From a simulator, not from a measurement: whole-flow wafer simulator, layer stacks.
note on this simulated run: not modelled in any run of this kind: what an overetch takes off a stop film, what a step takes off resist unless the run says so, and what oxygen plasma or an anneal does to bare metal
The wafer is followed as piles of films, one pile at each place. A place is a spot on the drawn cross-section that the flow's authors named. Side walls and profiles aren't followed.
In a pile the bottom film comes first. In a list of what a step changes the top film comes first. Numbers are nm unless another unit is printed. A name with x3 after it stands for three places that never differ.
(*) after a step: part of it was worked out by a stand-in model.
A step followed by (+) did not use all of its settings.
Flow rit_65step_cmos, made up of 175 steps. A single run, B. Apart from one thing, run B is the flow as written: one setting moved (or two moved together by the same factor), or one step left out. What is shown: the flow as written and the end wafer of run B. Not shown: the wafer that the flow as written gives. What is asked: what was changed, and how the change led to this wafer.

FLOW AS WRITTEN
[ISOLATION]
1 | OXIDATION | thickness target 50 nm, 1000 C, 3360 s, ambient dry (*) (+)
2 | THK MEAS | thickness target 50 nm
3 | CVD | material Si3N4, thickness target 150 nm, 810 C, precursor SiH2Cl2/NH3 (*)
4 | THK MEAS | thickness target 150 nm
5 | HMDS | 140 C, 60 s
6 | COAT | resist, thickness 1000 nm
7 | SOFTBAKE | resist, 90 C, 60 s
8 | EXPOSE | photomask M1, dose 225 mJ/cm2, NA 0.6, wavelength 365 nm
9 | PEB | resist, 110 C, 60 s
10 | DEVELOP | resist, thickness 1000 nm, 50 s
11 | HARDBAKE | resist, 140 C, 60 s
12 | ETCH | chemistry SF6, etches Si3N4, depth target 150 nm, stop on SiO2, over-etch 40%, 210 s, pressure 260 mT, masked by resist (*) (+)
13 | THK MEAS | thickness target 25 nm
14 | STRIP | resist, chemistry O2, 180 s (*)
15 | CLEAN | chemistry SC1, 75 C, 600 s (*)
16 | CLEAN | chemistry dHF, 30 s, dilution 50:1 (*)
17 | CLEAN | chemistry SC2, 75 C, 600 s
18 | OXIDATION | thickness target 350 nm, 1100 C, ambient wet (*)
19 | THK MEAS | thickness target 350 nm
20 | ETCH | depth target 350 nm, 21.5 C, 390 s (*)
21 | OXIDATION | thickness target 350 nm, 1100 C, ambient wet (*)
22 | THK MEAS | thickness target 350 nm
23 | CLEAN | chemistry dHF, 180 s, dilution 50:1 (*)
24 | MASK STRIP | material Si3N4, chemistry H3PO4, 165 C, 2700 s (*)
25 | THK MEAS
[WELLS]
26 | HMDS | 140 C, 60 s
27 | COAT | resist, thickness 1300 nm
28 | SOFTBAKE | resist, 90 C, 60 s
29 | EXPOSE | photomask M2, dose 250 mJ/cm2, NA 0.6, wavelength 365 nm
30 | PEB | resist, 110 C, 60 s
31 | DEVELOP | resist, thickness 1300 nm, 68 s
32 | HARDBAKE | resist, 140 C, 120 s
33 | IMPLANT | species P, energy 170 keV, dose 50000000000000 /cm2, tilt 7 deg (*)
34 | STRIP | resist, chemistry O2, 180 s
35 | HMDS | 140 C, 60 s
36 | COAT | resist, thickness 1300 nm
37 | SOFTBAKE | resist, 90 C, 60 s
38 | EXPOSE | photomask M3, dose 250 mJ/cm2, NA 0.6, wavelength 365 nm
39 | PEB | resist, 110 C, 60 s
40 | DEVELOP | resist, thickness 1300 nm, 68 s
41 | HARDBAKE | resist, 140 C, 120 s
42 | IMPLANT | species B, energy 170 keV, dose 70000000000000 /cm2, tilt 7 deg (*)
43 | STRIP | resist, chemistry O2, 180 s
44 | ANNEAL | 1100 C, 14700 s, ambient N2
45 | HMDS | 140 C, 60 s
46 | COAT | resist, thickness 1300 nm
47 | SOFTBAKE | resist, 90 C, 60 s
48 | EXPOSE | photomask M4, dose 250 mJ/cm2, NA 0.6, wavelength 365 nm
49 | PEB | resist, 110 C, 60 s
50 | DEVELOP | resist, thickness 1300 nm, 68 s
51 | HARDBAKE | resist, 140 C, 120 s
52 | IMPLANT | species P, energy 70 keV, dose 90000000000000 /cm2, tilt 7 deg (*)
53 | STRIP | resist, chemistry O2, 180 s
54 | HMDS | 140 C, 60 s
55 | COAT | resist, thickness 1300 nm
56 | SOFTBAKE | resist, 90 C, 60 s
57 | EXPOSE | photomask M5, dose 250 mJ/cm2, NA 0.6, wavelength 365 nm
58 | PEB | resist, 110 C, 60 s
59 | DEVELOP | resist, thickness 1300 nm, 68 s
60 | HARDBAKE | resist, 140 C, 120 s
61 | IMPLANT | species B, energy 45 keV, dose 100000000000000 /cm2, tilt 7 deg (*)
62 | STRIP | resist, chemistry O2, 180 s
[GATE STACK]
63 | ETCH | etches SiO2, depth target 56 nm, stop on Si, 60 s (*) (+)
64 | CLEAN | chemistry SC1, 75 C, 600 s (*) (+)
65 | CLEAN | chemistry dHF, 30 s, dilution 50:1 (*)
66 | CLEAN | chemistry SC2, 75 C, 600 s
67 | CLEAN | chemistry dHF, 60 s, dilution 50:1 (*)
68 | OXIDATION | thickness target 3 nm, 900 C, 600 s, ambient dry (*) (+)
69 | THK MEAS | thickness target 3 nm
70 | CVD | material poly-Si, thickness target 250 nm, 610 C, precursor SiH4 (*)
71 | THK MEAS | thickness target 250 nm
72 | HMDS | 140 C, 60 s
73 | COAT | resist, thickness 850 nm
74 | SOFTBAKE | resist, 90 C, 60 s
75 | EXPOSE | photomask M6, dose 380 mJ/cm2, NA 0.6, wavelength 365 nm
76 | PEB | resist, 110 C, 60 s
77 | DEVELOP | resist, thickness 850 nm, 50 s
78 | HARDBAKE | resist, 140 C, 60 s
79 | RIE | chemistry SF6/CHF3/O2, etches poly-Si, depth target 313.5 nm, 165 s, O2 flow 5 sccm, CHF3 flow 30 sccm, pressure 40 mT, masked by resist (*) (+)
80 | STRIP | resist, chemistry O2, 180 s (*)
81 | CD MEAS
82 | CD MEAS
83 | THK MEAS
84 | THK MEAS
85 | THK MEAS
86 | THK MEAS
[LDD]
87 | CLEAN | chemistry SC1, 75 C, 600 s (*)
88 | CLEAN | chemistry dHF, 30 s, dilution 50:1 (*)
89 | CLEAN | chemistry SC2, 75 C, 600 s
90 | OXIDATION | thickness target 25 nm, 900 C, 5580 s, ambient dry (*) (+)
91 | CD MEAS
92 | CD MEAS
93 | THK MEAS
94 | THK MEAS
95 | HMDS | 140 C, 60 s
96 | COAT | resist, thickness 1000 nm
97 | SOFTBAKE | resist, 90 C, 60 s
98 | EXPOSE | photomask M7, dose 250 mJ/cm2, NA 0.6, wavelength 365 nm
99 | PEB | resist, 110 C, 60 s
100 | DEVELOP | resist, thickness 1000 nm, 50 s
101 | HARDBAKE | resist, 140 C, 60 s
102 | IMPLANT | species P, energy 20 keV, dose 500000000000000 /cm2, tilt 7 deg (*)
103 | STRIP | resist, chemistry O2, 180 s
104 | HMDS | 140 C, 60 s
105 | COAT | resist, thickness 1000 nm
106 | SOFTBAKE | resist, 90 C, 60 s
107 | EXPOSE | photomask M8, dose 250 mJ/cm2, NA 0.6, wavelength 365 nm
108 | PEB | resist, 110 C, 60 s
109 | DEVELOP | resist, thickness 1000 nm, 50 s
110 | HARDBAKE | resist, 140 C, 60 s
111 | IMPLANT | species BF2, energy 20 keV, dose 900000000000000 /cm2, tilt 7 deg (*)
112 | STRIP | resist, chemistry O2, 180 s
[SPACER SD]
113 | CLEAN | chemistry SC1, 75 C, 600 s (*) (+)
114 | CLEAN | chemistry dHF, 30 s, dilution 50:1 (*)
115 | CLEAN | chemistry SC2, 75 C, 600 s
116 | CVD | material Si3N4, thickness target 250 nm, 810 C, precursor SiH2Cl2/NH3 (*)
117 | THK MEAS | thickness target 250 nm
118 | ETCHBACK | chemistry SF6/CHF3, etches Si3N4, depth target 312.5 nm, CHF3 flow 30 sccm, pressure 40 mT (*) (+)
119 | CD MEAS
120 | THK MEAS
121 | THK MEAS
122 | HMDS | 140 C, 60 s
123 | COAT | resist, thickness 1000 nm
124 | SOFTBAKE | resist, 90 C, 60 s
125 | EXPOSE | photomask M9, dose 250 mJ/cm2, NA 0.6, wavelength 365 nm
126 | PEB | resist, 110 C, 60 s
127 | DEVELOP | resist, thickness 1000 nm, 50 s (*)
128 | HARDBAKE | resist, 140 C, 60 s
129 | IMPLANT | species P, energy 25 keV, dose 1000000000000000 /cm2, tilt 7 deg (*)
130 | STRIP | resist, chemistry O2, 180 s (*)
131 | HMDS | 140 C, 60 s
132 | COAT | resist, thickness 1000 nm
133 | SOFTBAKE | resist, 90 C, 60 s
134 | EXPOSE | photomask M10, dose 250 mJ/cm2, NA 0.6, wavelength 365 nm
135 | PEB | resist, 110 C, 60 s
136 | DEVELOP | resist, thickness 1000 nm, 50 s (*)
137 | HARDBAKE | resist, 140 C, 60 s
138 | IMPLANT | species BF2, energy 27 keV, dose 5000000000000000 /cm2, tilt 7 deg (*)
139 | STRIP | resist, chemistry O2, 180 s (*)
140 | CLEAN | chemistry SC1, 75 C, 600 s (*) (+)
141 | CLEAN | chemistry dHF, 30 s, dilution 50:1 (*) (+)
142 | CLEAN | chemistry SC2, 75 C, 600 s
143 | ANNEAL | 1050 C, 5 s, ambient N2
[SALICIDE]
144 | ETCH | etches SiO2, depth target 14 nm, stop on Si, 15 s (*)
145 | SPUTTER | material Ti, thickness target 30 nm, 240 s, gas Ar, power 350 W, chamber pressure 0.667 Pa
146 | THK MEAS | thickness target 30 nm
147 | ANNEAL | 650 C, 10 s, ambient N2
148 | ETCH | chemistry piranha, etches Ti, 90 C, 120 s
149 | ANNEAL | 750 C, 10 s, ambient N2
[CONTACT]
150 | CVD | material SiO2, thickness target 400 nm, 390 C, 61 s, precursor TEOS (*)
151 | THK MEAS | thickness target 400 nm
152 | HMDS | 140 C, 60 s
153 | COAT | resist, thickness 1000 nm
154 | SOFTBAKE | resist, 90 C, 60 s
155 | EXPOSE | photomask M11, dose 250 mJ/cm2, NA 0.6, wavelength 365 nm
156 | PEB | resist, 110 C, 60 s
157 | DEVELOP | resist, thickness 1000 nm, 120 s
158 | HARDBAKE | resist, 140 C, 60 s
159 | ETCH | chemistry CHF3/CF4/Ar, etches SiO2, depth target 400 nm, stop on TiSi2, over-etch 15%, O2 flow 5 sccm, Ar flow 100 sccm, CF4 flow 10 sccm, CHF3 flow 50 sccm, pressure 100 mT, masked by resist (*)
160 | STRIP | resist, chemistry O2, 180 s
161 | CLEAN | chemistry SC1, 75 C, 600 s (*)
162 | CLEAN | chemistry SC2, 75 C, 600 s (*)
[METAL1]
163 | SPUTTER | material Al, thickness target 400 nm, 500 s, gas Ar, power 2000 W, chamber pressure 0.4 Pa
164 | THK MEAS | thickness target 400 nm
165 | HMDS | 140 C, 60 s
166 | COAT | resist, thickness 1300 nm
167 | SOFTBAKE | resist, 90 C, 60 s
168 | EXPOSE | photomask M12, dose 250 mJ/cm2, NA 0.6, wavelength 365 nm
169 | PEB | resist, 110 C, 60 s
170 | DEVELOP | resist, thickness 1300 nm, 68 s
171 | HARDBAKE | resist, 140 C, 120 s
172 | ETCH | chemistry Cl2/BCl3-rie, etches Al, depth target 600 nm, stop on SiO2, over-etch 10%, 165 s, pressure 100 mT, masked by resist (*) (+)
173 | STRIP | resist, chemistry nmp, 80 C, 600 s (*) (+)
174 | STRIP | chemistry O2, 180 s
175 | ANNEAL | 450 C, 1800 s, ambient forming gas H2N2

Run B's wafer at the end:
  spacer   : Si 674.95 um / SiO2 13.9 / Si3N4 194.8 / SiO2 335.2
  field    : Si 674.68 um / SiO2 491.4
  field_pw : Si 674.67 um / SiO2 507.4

The reason: step 163, SPUTTER: thickness target 174 nm was run, whereas the flow has thickness target 400 nm; step 163, SPUTTER: 217 s was run, where the flow has 500 s.

How this came from the change, step by step:
  163 | SPUTTER | material Al, thickness target 400 nm, 500 s, gas Ar, power 2000 W, chamber pressure 0.4 Pa
      field, field_p, spacer, spacer_p: Al gains 174 (new film) (as written it would have been: Al gains 400 (new film))
      gate_n, gate_p: Al gains 174 (new film) (as written it would have been: Al gains 396 (new film))
      (as well as at 2 more places)
  172 | ETCH | chemistry Cl2/BCl3-rie, etches Al, depth target 600 nm, stop on SiO2, over-etch 10%, 165 s, pressure 100 mT, masked by resist (*) (+)
      field, field_p, spacer, spacer_p: Al loses 174 (all of it), SiO2 loses 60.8 (as written it would have been: Al loses 400 (all of it), SiO2 loses 32.5)
      gate_n, gate_p: Al loses 174 (all of it), SiO2 loses 60.8 (as written it would have been: Al loses 396 (all of it), SiO2 loses 33)
      (as well as at 2 more places)
